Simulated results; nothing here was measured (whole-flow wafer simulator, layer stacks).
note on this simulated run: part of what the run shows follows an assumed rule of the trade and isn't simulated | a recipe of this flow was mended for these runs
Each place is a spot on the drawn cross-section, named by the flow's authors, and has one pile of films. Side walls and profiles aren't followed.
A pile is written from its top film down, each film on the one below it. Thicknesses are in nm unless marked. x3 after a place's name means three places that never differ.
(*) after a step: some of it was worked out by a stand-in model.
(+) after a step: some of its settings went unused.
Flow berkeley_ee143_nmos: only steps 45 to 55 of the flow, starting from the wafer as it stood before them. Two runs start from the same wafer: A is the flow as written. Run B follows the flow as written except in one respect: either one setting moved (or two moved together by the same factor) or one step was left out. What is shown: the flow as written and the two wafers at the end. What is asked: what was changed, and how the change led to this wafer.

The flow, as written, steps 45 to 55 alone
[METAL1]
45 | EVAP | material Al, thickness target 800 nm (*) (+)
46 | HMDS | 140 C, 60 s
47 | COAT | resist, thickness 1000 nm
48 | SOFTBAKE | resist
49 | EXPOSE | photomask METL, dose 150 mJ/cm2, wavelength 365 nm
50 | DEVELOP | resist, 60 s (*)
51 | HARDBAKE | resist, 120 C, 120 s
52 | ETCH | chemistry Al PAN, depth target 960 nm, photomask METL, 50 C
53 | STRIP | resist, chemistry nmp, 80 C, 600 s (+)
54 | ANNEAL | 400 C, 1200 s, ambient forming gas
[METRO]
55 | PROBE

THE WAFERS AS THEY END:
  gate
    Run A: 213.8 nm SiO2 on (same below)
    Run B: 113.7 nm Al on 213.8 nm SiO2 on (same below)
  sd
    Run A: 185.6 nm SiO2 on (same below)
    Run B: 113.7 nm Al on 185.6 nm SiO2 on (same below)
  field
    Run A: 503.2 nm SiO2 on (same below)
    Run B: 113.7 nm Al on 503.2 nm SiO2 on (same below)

The reason: step 52, ETCH: depth target 673 nm was run, though the flow has depth target 960 nm.

Step by step, how the change led to this:
  52 | ETCH | chemistry Al PAN, depth target 960 nm, photomask METL, 50 C
      gate, sd, field: A Al loses 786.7 (all of it) | B Al loses 673
If metal films that touch count as one body, gate has 1 body; the flow as written gives 0 bodies.
If metal films that touch count as one body, sd has 1 body; the flow as written gives 0 bodies.
If metal films that touch count as one body, field has 1 body; the flow as written gives 0 bodies.
